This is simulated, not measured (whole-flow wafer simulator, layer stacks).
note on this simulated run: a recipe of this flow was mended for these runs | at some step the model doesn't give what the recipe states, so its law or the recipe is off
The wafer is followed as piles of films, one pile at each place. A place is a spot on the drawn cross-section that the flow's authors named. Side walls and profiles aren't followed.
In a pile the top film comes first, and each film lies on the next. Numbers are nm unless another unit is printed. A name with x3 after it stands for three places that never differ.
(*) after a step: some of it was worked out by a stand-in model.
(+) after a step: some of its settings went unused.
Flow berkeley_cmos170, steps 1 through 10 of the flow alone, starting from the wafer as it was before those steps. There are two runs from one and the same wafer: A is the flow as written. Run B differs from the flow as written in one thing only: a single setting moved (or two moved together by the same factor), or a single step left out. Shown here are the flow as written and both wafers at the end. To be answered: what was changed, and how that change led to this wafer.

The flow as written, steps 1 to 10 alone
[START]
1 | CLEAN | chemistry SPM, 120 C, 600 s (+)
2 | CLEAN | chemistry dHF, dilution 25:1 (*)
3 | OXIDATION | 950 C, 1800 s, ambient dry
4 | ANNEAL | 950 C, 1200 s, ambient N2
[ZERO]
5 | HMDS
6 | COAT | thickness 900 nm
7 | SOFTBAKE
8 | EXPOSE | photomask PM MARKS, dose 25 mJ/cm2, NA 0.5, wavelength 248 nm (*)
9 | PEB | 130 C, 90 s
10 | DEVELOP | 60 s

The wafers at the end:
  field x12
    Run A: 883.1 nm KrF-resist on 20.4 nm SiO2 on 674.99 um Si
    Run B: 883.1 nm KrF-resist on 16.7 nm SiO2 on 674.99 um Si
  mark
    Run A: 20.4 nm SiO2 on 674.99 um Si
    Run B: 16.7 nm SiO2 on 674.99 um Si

What caused this: step 3, OXIDATION: 931 C was run, whereas the flow has 950 C.

Step by step, how the change led to this:
  3 | OXIDATION | 950 C, 1800 s, ambient dry
      field x12, mark: A +20.4 SiO2 (new film), -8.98 Si | B +16.7 SiO2 (new film), -7.34 Si
